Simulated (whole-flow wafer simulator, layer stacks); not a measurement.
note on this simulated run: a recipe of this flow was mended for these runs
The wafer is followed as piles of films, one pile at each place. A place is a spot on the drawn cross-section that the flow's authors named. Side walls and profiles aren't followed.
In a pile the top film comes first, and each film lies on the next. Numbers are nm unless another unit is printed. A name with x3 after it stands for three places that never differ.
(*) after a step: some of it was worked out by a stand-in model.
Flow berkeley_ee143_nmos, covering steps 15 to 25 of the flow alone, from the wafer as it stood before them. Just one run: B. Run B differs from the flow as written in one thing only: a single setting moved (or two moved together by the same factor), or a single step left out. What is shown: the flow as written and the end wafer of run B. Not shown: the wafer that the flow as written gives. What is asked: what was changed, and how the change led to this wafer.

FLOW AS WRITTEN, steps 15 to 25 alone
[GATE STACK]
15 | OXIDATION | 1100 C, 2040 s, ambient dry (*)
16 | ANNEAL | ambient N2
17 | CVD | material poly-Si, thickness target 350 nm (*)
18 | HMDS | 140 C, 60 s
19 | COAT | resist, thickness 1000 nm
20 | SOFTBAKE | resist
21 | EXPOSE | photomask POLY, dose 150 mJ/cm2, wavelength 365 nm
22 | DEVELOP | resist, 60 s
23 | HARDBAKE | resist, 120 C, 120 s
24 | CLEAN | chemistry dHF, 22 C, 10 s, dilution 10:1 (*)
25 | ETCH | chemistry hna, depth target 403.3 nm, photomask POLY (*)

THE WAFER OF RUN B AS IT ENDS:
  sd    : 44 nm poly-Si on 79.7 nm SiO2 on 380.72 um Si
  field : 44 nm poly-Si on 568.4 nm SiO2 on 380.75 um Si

Cause: step 25, ETCH: depth target 306 nm was run, while the flow as written has depth target 403.3 nm.

How this came from the change, step by step:
  25 | ETCH | chemistry hna, depth target 403.3 nm, photomask POLY (*)
      sd, contact, field: -306 poly-Si (in the flow as written it would be: -350 poly-Si (all of it), -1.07 SiO2)
